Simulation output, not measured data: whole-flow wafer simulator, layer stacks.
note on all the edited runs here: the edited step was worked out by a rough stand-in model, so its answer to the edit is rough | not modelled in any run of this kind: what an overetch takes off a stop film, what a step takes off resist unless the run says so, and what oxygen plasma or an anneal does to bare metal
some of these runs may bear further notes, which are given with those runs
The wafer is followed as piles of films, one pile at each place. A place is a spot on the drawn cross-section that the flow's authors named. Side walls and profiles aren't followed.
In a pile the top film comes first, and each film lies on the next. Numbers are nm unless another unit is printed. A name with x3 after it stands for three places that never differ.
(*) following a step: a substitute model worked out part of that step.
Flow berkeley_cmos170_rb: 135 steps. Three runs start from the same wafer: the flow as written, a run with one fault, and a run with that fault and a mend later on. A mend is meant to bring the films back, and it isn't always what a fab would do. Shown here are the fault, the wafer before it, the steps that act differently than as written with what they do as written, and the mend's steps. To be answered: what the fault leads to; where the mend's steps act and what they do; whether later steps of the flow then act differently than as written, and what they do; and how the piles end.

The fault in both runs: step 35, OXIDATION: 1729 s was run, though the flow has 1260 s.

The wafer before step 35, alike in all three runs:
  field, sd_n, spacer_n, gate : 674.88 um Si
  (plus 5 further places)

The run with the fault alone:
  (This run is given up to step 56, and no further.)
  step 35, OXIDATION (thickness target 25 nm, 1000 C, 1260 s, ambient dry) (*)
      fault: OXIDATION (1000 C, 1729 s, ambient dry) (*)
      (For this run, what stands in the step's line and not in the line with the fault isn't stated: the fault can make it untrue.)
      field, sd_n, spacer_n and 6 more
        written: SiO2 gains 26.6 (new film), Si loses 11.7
        fault: SiO2 gains 31.5 (new film), Si loses 13.9
  Later steps of the flow acting differently than as written:
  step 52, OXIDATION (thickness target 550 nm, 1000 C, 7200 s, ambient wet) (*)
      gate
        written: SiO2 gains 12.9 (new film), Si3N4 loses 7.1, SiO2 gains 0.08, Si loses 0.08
        fault: SiO2 gains 12.9 (new film), Si3N4 loses 7.1
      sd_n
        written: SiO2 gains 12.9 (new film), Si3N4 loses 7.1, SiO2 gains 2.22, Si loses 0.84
        fault: SiO2 gains 12.9 (new film), Si3N4 loses 7.1, SiO2 gains 4.18, Si loses 1.67
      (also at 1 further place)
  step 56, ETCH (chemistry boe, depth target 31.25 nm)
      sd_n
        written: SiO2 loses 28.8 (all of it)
        fault: SiO2 loses 31.2
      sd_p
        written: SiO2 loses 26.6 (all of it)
        fault: SiO2 loses 31.2
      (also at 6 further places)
  Once step 56 is done, the piles at sd_n, sd_p, m1 depart from the flow's by more than 2% or 0.5 nm, whichever is larger.
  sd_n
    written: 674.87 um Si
    fault: 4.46 nm SiO2 on 674.87 um Si
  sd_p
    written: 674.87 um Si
    fault: 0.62 nm SiO2 on 674.87 um Si
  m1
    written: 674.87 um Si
    fault: 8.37 nm SiO2 on 674.86 um Si

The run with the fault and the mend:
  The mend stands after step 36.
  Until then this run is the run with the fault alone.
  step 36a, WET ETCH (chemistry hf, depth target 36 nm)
      field, sd_n, spacer_n and 6 more
        SiO2 loses 31.5 (all of it)
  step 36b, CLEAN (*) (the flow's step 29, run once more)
      leaves every film unchanged at each place that is followed
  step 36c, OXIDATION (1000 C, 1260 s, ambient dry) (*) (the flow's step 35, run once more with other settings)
      field, sd_n, spacer_n and 6 more
        SiO2 gains 26.6 (new film), Si loses 11.7
  None of the later steps of the flow acts differently than as written at any place that is followed.
  The piles end only slightly different from the flow's at the places that both follow, by no more than 2% or 0.5 nm, whichever is larger.
